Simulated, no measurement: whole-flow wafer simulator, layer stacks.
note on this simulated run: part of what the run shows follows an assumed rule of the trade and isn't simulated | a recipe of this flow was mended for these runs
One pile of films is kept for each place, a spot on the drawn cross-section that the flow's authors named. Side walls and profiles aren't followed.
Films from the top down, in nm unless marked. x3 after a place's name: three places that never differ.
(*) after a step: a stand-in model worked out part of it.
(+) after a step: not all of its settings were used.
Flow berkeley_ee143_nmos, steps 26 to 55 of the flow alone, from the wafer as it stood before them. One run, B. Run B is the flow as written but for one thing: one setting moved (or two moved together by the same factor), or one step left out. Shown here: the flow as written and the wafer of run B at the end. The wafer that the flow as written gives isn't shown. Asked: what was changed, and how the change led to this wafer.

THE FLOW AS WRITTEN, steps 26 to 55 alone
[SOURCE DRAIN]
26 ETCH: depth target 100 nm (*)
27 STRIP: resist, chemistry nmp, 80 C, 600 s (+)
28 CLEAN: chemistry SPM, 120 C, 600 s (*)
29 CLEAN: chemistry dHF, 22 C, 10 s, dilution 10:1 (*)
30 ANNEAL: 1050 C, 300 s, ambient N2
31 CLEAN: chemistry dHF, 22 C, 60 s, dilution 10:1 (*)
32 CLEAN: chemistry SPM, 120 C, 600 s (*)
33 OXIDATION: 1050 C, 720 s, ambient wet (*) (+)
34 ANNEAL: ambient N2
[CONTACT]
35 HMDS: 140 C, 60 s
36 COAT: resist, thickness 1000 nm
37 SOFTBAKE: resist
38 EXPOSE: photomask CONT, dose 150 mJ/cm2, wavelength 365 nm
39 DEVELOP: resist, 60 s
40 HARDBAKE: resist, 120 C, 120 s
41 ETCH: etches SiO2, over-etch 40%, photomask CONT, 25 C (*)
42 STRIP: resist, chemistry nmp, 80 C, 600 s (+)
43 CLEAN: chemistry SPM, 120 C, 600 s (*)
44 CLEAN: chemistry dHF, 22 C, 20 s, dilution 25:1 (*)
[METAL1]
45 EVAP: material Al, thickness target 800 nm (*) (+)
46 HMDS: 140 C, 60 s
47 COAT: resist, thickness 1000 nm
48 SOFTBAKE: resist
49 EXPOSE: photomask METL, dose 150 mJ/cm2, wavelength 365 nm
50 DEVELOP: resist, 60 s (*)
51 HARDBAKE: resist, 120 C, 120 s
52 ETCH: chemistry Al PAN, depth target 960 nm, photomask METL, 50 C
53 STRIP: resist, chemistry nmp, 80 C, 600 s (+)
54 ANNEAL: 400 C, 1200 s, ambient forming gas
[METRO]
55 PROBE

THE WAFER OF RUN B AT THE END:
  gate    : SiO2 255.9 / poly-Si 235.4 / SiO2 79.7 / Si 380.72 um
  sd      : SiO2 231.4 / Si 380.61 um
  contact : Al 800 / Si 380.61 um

The cause: step 33, OXIDATION: 1080 C was run, where the flow has 1050 C.

How the change led to this, step by step:
  33 OXIDATION: 1050 C, 720 s, ambient wet (*) (+)
      sd, contact: SiO2 +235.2 (new film), chemical SiO2 -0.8 (all of it), Si -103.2 (as written it would be: SiO2 +189.4 (new film), chemical SiO2 -0.8 (all of it), Si -83)
      gate: SiO2 +259.7 (new film), chemical SiO2 -0.8 (all of it), poly-Si -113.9 (as written it would be: SiO2 +217.6 (new film), chemical SiO2 -0.8 (all of it), poly-Si -95.4)
      (and at 1 more place)
  41 ETCH: etches SiO2, over-etch 40%, photomask CONT, 25 C (*)
      contact: SiO2 -235.2 (all of it) (as written it would be: SiO2 -189.4 (all of it))
  47 COAT: resist, thickness 1000 nm
      contact: resist +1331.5 (new film) (as written it would be: resist +1301 (new film))
  51 HARDBAKE: resist, 120 C, 120 s
      contact: resist -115 (as written it would be: resist -112.2)
  53 STRIP: resist, chemistry nmp, 80 C, 600 s (+)
      contact: resist -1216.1 (all of it) (as written it would be: resist -1188.4 (all of it))
